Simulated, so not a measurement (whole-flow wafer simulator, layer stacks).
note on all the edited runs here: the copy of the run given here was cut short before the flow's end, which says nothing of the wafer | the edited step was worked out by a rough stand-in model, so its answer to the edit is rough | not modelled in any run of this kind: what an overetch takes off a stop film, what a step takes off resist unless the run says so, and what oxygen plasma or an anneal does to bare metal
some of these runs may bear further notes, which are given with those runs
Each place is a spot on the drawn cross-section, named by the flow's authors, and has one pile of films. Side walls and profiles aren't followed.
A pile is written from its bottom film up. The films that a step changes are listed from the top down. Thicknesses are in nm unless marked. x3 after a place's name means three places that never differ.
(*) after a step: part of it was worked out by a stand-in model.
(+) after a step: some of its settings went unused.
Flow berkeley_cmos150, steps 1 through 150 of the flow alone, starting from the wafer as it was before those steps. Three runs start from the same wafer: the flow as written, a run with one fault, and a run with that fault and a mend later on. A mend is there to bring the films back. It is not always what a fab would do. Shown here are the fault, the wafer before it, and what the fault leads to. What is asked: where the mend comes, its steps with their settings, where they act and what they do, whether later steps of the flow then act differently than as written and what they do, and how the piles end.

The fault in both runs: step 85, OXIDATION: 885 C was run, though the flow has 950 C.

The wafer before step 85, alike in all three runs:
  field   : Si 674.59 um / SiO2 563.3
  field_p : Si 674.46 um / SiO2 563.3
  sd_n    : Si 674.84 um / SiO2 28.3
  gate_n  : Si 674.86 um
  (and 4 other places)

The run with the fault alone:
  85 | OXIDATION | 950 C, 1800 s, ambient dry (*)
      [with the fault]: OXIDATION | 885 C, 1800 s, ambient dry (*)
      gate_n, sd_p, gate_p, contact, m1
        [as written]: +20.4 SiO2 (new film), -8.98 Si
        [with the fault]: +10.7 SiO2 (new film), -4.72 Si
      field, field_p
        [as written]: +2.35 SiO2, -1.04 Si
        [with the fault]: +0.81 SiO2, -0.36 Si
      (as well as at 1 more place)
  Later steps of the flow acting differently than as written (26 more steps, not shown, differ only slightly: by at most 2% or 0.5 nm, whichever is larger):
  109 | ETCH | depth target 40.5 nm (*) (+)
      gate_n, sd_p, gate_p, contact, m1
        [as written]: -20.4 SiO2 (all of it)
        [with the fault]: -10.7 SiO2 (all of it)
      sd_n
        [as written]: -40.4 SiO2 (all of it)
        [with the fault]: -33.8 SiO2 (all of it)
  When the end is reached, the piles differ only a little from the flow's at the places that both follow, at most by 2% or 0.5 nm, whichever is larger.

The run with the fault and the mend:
  The mend stands after step 94.
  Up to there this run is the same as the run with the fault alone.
  94a | STRIP (*) (+)
      field_p
        -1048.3 KrF resist (all of it)
      sd_p
        -1275.8 KrF resist (all of it)
      gate_p
        -1250.3 KrF resist (all of it)
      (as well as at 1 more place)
  94b | CLEAN | chemistry SPM, 600 s (the flow's step 77 again)
      does not change any film at any place that is followed
  94c | OXIDATION | 950 C, 1053 s, ambient dry (*) (the flow's step 85 again, with other settings)
      gate_n, sd_p, gate_p, contact, m1
        +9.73 SiO2, -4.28 Si
      field, field_p
        +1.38 SiO2, -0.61 Si
      sd_n
        +6.7 SiO2, -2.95 Si
  94d | HMDS (the flow's step 88 again)
      does not change any film at any place that is followed
  94e | COAT | KrF resist, thickness 1100 nm (*) (the flow's step 89 again)
      field
        +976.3 KrF resist (new film)
      field_p
        +1087.8 KrF resist (new film)
      sd_n
        +1242.9 KrF resist (new film)
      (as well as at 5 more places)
  94f | SOFTBAKE | KrF resist (the flow's step 90 again)
      does not change any film at any place that is followed
  94g | EXPOSE | photomask NWELL INV, NA 0.5, wavelength 248 nm (*) (the flow's step 91 again)
      does not change any film at any place that is followed
  94h | PEB | KrF resist, 110 C, 90 s (the flow's step 92 again)
      field
        -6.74 KrF resist
      field_p
        -7.53 KrF resist
      sd_n
        -8.63 KrF resist
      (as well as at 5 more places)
  94i | DEVELOP | KrF resist, thickness 1100 nm, developer developer-D-0.26N, 45 s (the flow's step 93 again)
      field_p, sd_p, gate_p, m1
        -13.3 KrF resist
      field
        -969.5 KrF resist (all of it)
      sd_n
        -1234.2 KrF resist (all of it)
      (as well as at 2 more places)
  94j | HARDBAKE | 120 C, 7200 s (the flow's step 94 again)
      field_p
        -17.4 KrF resist
      sd_p
        -21.4 KrF resist
      gate_p
        -20.9 KrF resist
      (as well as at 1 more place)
  Every later step of the flow that is run acts as written, at every place that is followed, to within 2% or 0.5 nm, whichever is larger.
  When the end is reached, the piles differ only a little from the flow's at the places that both follow, at most by 2% or 0.5 nm, whichever is larger.
